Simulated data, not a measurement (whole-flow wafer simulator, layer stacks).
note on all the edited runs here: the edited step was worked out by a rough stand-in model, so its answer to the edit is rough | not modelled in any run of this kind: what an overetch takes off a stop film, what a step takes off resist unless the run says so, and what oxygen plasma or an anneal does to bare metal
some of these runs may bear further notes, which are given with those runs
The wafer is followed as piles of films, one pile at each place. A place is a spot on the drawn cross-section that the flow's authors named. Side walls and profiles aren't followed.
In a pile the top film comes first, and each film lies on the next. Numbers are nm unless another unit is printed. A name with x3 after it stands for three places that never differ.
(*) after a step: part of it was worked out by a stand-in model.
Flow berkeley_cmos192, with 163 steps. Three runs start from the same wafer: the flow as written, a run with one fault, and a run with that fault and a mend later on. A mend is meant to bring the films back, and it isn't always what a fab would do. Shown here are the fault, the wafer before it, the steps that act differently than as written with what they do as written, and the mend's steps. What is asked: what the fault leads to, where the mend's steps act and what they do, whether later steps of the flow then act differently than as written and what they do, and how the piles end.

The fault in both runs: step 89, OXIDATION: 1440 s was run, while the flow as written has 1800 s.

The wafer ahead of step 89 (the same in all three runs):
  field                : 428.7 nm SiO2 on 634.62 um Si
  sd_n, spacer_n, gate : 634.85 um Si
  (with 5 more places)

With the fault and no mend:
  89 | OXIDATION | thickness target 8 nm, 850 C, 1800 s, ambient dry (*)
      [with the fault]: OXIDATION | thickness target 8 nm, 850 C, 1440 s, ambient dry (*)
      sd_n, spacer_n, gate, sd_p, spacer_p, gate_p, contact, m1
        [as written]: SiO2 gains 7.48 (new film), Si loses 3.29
        [with the fault]: SiO2 gains 6.57 (new film), Si loses 2.89
  Later steps of the flow that are run all act as written at every place that is followed, up to a difference of at most 2% or 0.5 nm, whichever is larger.
  At gate, gate_p, the piles at the end differ from the flow's by more than 2% or 0.5 nm, whichever is larger.
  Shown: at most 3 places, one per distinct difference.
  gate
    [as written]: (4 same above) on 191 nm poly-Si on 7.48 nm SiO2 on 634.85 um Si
    [with the fault]: (4 same above) on 191 nm poly-Si on 6.57 nm SiO2 on 634.85 um Si

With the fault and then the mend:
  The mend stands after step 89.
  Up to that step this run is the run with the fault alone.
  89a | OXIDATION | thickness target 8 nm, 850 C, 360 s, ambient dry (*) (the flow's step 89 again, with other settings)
      sd_n, spacer_n, gate, sd_p, spacer_p, gate_p, contact, m1
        SiO2 gains 0.91, Si loses 0.4
      field
        SiO2 gains 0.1
  Later steps of the flow that are run all act as written at every place that is followed.
  The piles end the same as the flow's at every place that both follow.
